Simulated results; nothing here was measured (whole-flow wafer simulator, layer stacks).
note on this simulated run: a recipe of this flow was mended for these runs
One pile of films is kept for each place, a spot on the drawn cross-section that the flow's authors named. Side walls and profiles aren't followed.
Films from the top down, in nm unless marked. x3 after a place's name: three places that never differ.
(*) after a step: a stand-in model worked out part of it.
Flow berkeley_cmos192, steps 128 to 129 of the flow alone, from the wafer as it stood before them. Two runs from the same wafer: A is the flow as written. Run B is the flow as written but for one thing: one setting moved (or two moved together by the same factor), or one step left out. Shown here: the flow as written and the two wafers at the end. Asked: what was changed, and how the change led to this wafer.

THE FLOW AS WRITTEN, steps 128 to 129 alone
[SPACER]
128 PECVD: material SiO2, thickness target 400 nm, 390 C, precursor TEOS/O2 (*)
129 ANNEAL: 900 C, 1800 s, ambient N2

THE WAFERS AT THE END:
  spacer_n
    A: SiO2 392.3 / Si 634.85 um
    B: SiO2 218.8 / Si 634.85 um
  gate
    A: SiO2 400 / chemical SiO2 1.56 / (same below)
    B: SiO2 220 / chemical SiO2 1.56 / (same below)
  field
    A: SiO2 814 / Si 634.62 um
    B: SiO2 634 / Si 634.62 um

The cause: step 128, PECVD: thickness target 220 nm was run, where the flow has thickness target 400 nm.
It can be read off the wafer: gate has SiO2 220, and step 128 as written asks for 400 nm.

How the change led to this, step by step:
  128 PECVD: material SiO2, thickness target 400 nm, 390 C, precursor TEOS/O2 (*)
      field, sd_n, contact, m1: A SiO2 +400 | B SiO2 +220
      spacer_n, sd_p, spacer_p: A SiO2 +386.5 | B SiO2 +213
      (and at 2 more places)
